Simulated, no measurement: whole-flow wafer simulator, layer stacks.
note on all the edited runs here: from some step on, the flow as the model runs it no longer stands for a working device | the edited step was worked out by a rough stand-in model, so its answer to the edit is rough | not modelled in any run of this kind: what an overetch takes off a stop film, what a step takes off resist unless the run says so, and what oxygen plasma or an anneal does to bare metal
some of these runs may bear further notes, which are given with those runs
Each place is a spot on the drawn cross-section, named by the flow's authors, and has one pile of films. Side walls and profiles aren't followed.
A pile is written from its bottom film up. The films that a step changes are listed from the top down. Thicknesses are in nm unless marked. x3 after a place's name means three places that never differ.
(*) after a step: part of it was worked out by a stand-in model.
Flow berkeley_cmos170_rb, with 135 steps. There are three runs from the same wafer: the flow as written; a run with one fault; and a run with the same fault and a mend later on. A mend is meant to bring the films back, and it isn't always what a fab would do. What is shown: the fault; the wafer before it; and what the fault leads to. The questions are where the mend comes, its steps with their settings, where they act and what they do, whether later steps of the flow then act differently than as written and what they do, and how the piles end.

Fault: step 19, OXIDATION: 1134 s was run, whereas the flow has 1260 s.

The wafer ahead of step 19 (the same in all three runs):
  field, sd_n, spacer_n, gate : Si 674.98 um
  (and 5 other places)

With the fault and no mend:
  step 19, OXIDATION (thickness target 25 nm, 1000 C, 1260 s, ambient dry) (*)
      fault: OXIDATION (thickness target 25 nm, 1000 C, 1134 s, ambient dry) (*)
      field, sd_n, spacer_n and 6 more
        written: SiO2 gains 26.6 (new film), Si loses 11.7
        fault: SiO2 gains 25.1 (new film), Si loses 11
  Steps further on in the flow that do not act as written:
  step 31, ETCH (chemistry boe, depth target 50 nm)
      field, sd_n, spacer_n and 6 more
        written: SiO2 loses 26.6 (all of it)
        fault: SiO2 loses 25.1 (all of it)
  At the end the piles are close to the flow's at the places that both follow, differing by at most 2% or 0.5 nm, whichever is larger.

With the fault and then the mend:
  The mend stands after step 19.
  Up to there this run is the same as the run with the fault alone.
  step 19a, OXIDATION (thickness target 25 nm, 1000 C, 126 s, ambient dry) (*) (the flow's step 19 again, with other settings)
      field, sd_n, spacer_n and 6 more
        SiO2 gains 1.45, Si loses 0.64
  Every later step of the flow that is run acts as written at every place that is followed.
  The piles end the same as the flow's at every place that both follow.
